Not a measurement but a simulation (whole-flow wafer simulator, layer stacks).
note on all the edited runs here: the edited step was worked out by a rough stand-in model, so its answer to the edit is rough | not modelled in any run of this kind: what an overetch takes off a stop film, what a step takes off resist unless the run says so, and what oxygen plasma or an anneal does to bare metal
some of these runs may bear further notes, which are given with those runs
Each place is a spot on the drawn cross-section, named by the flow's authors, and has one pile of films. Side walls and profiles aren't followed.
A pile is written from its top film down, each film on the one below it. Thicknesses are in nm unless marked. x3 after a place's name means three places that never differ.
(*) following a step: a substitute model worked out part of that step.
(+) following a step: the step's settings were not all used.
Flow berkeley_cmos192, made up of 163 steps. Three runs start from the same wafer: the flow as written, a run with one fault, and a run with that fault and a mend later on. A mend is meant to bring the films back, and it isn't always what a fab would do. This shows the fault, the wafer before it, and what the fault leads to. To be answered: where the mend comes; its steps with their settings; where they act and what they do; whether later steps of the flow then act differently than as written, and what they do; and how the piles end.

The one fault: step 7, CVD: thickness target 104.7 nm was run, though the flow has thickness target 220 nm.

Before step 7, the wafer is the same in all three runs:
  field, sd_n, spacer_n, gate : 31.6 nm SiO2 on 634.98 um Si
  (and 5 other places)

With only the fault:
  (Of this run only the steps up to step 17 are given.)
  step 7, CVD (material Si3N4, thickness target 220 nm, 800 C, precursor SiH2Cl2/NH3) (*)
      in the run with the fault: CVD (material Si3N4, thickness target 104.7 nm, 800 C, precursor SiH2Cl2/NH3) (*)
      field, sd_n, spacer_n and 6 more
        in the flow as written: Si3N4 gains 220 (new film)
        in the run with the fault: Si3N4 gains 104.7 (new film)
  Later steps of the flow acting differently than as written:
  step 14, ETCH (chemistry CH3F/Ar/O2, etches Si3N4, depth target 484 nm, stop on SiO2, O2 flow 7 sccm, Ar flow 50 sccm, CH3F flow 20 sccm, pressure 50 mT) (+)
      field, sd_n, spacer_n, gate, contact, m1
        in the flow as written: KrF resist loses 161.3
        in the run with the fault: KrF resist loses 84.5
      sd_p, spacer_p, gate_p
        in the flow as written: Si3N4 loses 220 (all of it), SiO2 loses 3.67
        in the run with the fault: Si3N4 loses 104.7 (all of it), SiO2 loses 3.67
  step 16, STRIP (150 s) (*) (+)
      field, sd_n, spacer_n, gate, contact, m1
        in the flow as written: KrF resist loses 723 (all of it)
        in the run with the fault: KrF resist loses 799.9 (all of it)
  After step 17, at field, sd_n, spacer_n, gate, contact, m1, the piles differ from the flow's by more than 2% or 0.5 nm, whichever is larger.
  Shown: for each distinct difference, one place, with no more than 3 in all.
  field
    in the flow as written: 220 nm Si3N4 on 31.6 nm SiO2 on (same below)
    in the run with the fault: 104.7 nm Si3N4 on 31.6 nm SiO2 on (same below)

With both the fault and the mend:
  The mend follows step 13.
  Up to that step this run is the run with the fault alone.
  step 13a, STRIP (150 s) (*) (+)
      field, sd_n, spacer_n, gate, contact, m1
        KrF resist loses 884.4 (all of it)
  step 13b, CLEAN (chemistry SC1/SC2) (*) (a further turn of the flow's step 1)
      alters no film at any place that is followed
  step 13c, CVD (material Si3N4, thickness target 115.3 nm, 800 C, precursor SiH2Cl2/NH3) (*) (a further turn of the flow's step 7, with different settings)
      field, sd_n, spacer_n and 6 more
        Si3N4 gains 115.3
  step 13d, HMDS (a further turn of the flow's step 8)
      alters no film at any place that is followed
  step 13e, COAT (KrF resist, thickness 900 nm) (a further turn of the flow's step 9)
      field, sd_n, spacer_n and 6 more
        KrF resist gains 900 (new film)
  step 13f, SOFTBAKE (KrF resist) (a further turn of the flow's step 10)
      alters no film at any place that is followed
  step 13g, EXPOSE (photomask NWELL, dose 25 mJ/cm2, NA 0.5, wavelength 248 nm) (*) (a further turn of the flow's step 11)
      alters no film at any place that is followed
  step 13h, PEB (KrF resist, 130 C, 60 s) (a further turn of the flow's step 12)
      field, sd_n, spacer_n and 6 more
        KrF resist loses 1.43
  step 13i, DEVELOP (KrF resist, thickness 900 nm, developer developer-D-0.26N, 45 s) (a further turn of the flow's step 13)
      field, sd_n, spacer_n, gate, contact, m1
        KrF resist loses 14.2
      sd_p, spacer_p, gate_p
        KrF resist loses 898.6 (all of it)
  Every later step of the flow that is run acts as written at every place that is followed.
  By the end, the piles equal the flow's at every place that both follow.
